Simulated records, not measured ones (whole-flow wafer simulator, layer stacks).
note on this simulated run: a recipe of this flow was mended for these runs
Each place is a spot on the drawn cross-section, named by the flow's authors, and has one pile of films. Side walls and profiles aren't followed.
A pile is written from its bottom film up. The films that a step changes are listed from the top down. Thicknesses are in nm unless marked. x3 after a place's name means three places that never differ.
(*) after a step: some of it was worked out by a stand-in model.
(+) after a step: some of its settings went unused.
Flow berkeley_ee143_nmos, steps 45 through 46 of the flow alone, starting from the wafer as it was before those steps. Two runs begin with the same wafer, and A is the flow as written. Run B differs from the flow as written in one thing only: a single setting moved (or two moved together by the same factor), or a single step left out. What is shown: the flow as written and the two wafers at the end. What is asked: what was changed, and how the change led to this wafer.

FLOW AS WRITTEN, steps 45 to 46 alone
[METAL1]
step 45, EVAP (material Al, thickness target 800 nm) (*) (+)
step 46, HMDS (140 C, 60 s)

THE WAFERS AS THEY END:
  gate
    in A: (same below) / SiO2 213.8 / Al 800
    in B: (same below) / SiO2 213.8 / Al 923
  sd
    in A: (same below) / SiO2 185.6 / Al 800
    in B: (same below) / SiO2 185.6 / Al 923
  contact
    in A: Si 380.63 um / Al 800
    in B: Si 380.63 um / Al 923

The reason: step 45, EVAP: thickness target 923 nm was run, while the flow as written has thickness target 800 nm.
The wafer itself shows it: gate has Al 923, and step 45 as written asks for 800 nm.

How this came from the change, step by step:
  step 45, EVAP (material Al, thickness target 800 nm) (*) (+)
      gate, sd, contact, field: A +800 Al (new film) | B +923 Al (new film)
